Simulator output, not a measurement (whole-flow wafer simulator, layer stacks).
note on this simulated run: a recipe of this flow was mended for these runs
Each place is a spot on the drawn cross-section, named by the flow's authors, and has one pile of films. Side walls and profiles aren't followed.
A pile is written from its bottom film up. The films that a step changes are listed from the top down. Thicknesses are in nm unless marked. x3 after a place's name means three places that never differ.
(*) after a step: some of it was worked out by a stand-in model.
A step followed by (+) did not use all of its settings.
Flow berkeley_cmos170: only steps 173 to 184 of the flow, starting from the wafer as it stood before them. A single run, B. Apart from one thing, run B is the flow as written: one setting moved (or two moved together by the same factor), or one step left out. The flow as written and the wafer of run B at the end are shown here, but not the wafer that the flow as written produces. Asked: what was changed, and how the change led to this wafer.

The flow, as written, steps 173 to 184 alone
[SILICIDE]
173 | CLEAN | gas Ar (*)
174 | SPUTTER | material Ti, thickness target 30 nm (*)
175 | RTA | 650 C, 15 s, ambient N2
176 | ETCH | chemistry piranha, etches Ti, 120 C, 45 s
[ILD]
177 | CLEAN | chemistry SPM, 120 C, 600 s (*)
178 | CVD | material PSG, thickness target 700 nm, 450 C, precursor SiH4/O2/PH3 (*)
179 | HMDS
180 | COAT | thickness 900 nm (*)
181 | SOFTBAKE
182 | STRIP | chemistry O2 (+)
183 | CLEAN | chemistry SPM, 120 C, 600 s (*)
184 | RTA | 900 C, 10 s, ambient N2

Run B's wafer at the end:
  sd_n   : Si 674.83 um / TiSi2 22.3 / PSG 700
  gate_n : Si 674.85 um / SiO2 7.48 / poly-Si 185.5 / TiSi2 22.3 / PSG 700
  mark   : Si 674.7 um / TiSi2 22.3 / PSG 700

The reason: step 174, SPUTTER: thickness target 12 nm was run, while the flow as written has thickness target 30 nm.

The path from the change to this, step by step:
  174 | SPUTTER | material Ti, thickness target 30 nm (*)
      field, mark, sd_n and 10 more: Ti gains 12 (new film) (as written it would have been: Ti gains 30 (new film))
  175 | RTA | 650 C, 15 s, ambient N2
      mark, sd_n, sd_p, contact, m1, via1, m2, via2: Ti loses 9.36, TiSi2 C49 gains 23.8 (new film), Si loses 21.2 (as written it would have been: Ti loses 23.4, TiSi first gains 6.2 (new film), TiSi2 C49 gains 50.3 (new film), Si loses 49)
      gate_n, gate_p: Ti loses 9.36, TiSi2 C49 gains 23.8 (new film), poly-Si loses 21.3 (as written it would have been: Ti loses 23.4, TiSi first gains 6.2 (new film), TiSi2 C49 gains 50.3 (new film), poly-Si loses 49.2)
  176 | ETCH | chemistry piranha, etches Ti, 120 C, 45 s
      mark, sd_n, gate_n and 7 more: Ti loses 2.64 (all of it), TiSi2 C49 loses 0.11 (as written it would have been: Ti loses 6.6 (all of it), TiSi first loses 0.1)
      field, spacer_n, spacer_p: Ti loses 12 (all of it) (as written it would have been: Ti loses 30 (all of it))
  184 | RTA | 900 C, 10 s, ambient N2
      mark, sd_n, sd_p, contact, m1, via1, m2, via2: under 1 film: TiSi2 gains 22.3 (new film), TiSi2 C49 loses 23.7 (all of it) (as written it would have been: under 1 film: TiSi2 gains 55.9 (new film), TiSi first loses 6.09 (all of it), TiSi2 C49 loses 50.3 (all of it), Si loses 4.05)
      gate_n, gate_p: under 1 film: TiSi2 gains 22.3 (new film), TiSi2 C49 loses 23.7 (all of it) (as written it would have been: under 1 film: TiSi2 gains 55.9 (new film), TiSi first loses 6.09 (all of it), TiSi2 C49 loses 50.3 (all of it), poly-Si loses 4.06)
